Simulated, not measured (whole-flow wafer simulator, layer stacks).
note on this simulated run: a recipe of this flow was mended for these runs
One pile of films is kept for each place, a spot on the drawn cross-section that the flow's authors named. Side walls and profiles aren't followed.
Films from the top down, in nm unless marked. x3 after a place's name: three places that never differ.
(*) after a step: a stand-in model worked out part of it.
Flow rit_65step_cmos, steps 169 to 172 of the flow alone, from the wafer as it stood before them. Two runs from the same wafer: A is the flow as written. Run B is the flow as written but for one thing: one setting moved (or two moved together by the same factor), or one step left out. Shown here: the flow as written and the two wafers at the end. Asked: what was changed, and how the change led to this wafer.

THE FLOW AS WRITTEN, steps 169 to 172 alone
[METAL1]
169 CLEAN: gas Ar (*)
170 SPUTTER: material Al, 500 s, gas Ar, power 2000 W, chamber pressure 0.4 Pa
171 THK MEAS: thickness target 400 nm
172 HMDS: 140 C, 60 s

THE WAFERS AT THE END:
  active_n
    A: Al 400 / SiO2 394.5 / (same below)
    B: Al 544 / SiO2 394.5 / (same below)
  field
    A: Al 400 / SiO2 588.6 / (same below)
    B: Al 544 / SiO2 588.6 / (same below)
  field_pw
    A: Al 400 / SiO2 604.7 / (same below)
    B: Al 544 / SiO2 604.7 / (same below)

The cause: step 170, SPUTTER: power 2720 W was run, where the flow has power 2000 W.

How the change led to this, step by step:
  170 SPUTTER: material Al, 500 s, gas Ar, power 2000 W, chamber pressure 0.4 Pa
      field, field_pw, field_nw and 10 more: A Al +400 (new film) | B Al +544 (new film)
      contact: A Al +255.4 (new film) | B Al +335.6 (new film)
